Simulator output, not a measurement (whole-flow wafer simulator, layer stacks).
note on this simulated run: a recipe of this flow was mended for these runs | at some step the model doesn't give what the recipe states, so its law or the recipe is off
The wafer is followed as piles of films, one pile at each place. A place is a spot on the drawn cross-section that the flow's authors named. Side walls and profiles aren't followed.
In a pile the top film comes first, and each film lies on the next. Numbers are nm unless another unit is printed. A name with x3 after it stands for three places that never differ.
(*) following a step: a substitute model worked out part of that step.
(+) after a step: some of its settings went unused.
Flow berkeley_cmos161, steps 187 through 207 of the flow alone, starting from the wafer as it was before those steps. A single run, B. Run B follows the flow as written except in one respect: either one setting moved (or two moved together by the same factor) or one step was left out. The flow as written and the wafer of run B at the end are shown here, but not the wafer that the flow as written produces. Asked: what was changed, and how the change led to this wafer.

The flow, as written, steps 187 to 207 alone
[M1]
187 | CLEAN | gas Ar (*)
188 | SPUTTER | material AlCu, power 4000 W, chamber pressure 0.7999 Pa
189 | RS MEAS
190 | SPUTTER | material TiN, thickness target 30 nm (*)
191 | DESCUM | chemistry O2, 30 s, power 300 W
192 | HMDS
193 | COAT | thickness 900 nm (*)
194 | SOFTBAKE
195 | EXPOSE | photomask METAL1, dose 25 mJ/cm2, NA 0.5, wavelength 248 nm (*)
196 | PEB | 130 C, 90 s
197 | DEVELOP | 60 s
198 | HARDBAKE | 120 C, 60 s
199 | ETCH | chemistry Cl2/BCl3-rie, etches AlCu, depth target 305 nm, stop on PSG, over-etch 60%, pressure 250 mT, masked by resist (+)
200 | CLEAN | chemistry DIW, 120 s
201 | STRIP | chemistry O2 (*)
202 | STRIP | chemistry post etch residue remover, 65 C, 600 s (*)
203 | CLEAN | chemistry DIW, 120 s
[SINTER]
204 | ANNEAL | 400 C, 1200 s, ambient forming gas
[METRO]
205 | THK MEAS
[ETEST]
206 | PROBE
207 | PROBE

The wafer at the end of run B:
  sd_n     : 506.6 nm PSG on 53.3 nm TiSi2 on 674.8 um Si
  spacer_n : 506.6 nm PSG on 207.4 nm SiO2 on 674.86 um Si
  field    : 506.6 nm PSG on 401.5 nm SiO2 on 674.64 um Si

What caused this: step 188, SPUTTER: power 2200 W was run, while the flow as written has power 4000 W.

Step by step, how the change led to this:
  188 | SPUTTER | material AlCu, power 4000 W, chamber pressure 0.7999 Pa
      field, sd_n, spacer_n, gate_n, spacer_p, gate_p, m1: +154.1 AlCu (new film) (as written it would have been: +275.8 AlCu (new film))
      sd_p: +131.4 AlCu (new film) (as written it would have been: +235.4 AlCu (new film))
      (and at 1 other place as well)
  190 | SPUTTER | material TiN, thickness target 30 nm (*)
      contact: +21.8 TiN (new film) (as written it would have been: +20.6 TiN (new film))
  193 | COAT | thickness 900 nm (*)
      contact: +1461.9 KrF-resist (new film) (as written it would have been: +1497.7 KrF-resist (new film))
  198 | HARDBAKE | 120 C, 60 s
      contact: -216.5 KrF-resist (as written it would have been: -221.9 KrF-resist)
  199 | ETCH | chemistry Cl2/BCl3-rie, etches AlCu, depth target 305 nm, stop on PSG, over-etch 60%, pressure 250 mT, masked by resist (+)
      field, sd_n, spacer_n, gate_n, spacer_p, gate_p: -30 TiN (all of it), -154.1 AlCu (all of it), -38 PSG (as written it would have been: -30 TiN (all of it), -275.8 AlCu (all of it), -22.8 PSG)
      sd_p: -26.3 TiN (all of it), -131.4 AlCu (all of it), -41.3 PSG (as written it would have been: -26.1 TiN (all of it), -235.4 AlCu (all of it), -28.3 PSG)
  201 | STRIP | chemistry O2 (*)
      contact: -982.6 KrF-resist (all of it) (as written it would have been: -1013 KrF-resist (all of it))
